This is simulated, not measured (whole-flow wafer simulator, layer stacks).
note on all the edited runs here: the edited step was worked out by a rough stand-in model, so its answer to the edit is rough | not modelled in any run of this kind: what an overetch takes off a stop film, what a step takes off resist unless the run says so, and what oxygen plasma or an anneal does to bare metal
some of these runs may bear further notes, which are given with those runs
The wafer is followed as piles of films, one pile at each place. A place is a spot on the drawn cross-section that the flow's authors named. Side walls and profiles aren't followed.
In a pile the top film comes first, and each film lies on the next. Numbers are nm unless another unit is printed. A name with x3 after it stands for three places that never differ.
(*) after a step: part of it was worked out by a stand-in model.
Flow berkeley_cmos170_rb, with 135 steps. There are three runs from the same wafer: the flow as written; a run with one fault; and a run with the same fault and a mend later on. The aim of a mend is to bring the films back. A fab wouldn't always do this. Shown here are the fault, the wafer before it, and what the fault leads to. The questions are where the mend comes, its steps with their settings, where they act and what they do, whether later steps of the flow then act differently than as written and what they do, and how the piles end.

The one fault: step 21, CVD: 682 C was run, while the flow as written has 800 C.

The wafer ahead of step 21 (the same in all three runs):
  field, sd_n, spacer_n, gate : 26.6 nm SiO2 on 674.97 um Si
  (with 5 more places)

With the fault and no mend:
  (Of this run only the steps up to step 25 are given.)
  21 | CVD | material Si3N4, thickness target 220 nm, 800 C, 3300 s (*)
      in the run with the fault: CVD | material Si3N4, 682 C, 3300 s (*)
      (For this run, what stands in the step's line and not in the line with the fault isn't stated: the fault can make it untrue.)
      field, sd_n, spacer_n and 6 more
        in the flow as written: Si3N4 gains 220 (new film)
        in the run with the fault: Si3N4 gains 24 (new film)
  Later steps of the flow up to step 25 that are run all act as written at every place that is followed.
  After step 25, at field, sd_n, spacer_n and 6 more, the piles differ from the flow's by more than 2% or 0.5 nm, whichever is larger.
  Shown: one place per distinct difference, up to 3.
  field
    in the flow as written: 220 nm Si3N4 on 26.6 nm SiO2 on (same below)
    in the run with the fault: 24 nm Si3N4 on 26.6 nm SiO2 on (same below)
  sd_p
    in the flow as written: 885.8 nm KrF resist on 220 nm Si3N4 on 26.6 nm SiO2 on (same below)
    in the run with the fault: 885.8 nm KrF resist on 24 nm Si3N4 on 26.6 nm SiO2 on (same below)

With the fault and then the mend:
  After step 21 comes the mend.
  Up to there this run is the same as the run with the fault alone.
  21a | ETCH | chemistry h3po4, depth target 27.78 nm (the flow's step 16 again, with other settings)
      field, sd_n, spacer_n and 6 more
        Si3N4 loses 24 (all of it)
  21b | CLEAN (*) (the flow's step 18 again)
      does not change any film at any place that is followed
  21c | CVD | material Si3N4, thickness target 220 nm, 800 C, 3300 s (*) (the flow's step 21 again)
      field, sd_n, spacer_n and 6 more
        Si3N4 gains 220 (new film)
  Later steps of the flow that are run all act as written at every place that is followed.
  By the end, the piles equal the flow's at every place that both follow.
